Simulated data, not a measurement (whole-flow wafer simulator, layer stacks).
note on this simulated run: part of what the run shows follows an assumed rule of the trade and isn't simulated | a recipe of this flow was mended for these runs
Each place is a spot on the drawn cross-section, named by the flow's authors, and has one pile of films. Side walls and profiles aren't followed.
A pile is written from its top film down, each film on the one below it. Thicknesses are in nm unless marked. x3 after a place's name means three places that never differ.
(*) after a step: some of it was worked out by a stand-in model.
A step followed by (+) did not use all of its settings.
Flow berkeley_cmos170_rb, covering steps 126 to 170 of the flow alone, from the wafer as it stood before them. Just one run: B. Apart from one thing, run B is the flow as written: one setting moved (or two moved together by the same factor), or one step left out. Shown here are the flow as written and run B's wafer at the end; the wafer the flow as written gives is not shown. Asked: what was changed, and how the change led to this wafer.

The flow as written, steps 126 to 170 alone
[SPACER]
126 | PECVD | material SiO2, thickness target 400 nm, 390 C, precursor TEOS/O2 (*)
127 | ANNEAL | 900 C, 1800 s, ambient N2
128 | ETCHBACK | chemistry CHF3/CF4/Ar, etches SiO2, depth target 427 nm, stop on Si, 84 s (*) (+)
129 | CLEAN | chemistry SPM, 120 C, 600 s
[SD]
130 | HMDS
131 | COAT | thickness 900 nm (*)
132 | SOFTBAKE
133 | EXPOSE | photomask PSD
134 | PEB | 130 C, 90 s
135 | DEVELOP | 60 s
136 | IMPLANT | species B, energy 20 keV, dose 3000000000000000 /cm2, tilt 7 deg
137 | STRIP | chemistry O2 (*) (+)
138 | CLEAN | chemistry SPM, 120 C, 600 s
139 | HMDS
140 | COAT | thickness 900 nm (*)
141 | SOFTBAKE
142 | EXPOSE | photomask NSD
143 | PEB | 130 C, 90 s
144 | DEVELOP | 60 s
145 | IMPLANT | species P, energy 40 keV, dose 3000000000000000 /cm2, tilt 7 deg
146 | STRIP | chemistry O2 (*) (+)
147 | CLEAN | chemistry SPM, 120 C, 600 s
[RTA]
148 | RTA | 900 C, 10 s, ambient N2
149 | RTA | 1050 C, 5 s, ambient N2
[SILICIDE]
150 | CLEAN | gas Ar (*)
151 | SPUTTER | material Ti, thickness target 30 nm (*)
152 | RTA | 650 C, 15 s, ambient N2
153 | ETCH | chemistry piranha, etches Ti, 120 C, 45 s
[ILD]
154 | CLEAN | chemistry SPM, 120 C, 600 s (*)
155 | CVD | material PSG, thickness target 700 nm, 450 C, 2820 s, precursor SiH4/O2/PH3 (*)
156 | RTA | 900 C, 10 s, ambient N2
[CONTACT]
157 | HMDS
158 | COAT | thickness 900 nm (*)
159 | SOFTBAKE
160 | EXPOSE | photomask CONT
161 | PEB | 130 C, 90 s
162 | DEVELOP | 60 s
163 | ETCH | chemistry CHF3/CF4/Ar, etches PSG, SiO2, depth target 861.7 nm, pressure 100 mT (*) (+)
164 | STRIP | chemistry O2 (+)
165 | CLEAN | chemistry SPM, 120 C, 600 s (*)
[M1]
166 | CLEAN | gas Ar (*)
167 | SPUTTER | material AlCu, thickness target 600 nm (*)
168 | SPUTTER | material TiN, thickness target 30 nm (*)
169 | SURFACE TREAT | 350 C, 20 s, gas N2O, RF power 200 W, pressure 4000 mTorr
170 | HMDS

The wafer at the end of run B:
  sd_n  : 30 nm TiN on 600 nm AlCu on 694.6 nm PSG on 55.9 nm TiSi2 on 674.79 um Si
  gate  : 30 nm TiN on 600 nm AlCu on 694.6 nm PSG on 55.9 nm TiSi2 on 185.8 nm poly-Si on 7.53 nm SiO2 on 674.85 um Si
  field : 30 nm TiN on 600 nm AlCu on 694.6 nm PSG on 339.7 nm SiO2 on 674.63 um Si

The reason: step 126, PECVD: thickness target 342 nm was run, while the flow as written has thickness target 400 nm.

How this came from the change, step by step:
  126 | PECVD | material SiO2, thickness target 400 nm, 390 C, precursor TEOS/O2 (*)
      field, sd_n, contact, m1: SiO2 gains 342 (it would be, as written: SiO2 gains 400)
      spacer_n, sd_p, spacer_p: SiO2 gains 329.7 (it would be, as written: SiO2 gains 385.3)
      (as well as at 2 more places)
  128 | ETCHBACK | chemistry CHF3/CF4/Ar, etches SiO2, depth target 427 nm, stop on Si, 84 s (*) (+)
      gate, gate_p: SiO2 loses 342 (all of it), chemical SiO2 loses 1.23 (all of it), poly-Si loses 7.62 (it would be, as written: SiO2 loses 400 (all of it), chemical SiO2 loses 1.23 (all of it), poly-Si loses 2.34)
      sd_n: SiO2 loses 348 (all of it), Si loses 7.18 (it would be, as written: SiO2 loses 406 (all of it), Si loses 1.91)
      (as well as at 3 more places)
  131 | COAT | thickness 900 nm (*)
      sd_n: KrF-resist gains 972 (new film) (it would be, as written: KrF-resist gains 1002.7 (new film))
      spacer_n: KrF-resist gains 816.2 (new film) (it would be, as written: KrF-resist gains 791.7 (new film))
      (as well as at 6 more places)
  135 | DEVELOP | 60 s
      sd_p: KrF-resist loses 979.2 (all of it) (it would be, as written: KrF-resist loses 1006.4 (all of it))
      spacer_p: KrF-resist loses 810.5 (all of it) (it would be, as written: KrF-resist loses 783.4 (all of it))
      (as well as at 1 more place)
  137 | STRIP | chemistry O2 (*) (+)
      sd_n: KrF-resist loses 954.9 (all of it), chemical SiO2 gains 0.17, Si loses 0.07 (it would be, as written: KrF-resist loses 985.4 (all of it), chemical SiO2 gains 0.17, Si loses 0.07)
      spacer_n: KrF-resist loses 799.5 (all of it) (it would be, as written: KrF-resist loses 775.1 (all of it))
      (as well as at 3 more places)
  140 | COAT | thickness 900 nm (*)
      sd_n: KrF-resist gains 972 (new film) (it would be, as written: KrF-resist gains 1002.3 (new film))
      spacer_n: KrF-resist gains 816.3 (new film) (it would be, as written: KrF-resist gains 791.4 (new film))
      (as well as at 6 more places)
  144 | DEVELOP | 60 s
      sd_n: KrF-resist loses 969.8 (all of it) (it would be, as written: KrF-resist loses 1000 (all of it))
      spacer_n: KrF-resist loses 814.5 (all of it) (it would be, as written: KrF-resist loses 789.7 (all of it))
      (as well as at 3 more places)
  146 | STRIP | chemistry O2 (*) (+)
      sd_p: KrF-resist loses 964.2 (all of it), chemical SiO2 gains 0.07 (it would be, as written: KrF-resist loses 991.3 (all of it), chemical SiO2 gains 0.07)
      spacer_p: KrF-resist loses 795.7 (all of it) (it would be, as written: KrF-resist loses 768.5 (all of it))
      (as well as at 1 more place)
  151 | SPUTTER | material Ti, thickness target 30 nm (*)
      sd_p: Ti gains 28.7 (new film) (it would be, as written: Ti gains 27.9 (new film))
  152 | RTA | 650 C, 15 s, ambient N2
      sd_p: Ti loses 22.4, TiSi first gains 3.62 (new film), TiSi2 C49 gains 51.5 (new film), Si loses 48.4 (it would be, as written: Ti loses 21.8, TiSi first gains 2.13 (new film), TiSi2 C49 gains 52.2 (new film), Si loses 48)
  156 | RTA | 900 C, 10 s, ambient N2
      sd_p: under 1 film: TiSi2 gains 53.4 (new film), TiSi first loses 3.52 (all of it), TiSi2 C49 loses 51.5 (all of it), Si loses 2.34 (it would be, as written: under 1 film: TiSi2 gains 52 (new film), TiSi first loses 2.02 (all of it), TiSi2 C49 loses 52.2 (all of it), Si loses 1.34)
  158 | COAT | thickness 900 nm (*)
      sd_n: KrF-resist gains 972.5 (new film) (it would be, as written: KrF-resist gains 1005.1 (new film))
      gate: KrF-resist gains 774.7 (new film) (it would be, as written: KrF-resist gains 810 (new film))
      (as well as at 5 more places)
  162 | DEVELOP | 60 s
      contact: KrF-resist loses 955 (all of it) (it would be, as written: KrF-resist loses 980.6 (all of it))
  164 | STRIP | chemistry O2 (+)
      sd_n: KrF-resist loses 739.9 (all of it) (it would be, as written: KrF-resist loses 772.5 (all of it))
      spacer_n: KrF-resist loses 614.9 (all of it) (it would be, as written: KrF-resist loses 598.3 (all of it))
      (as well as at 5 more places)
  167 | SPUTTER | material AlCu, thickness target 600 nm (*)
      sd_p: AlCu gains 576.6 (new film) (it would be, as written: AlCu gains 549.6 (new film))
  168 | SPUTTER | material TiN, thickness target 30 nm (*)
      sd_p: TiN gains 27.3 (new film) (it would be, as written: TiN gains 25.8 (new film))
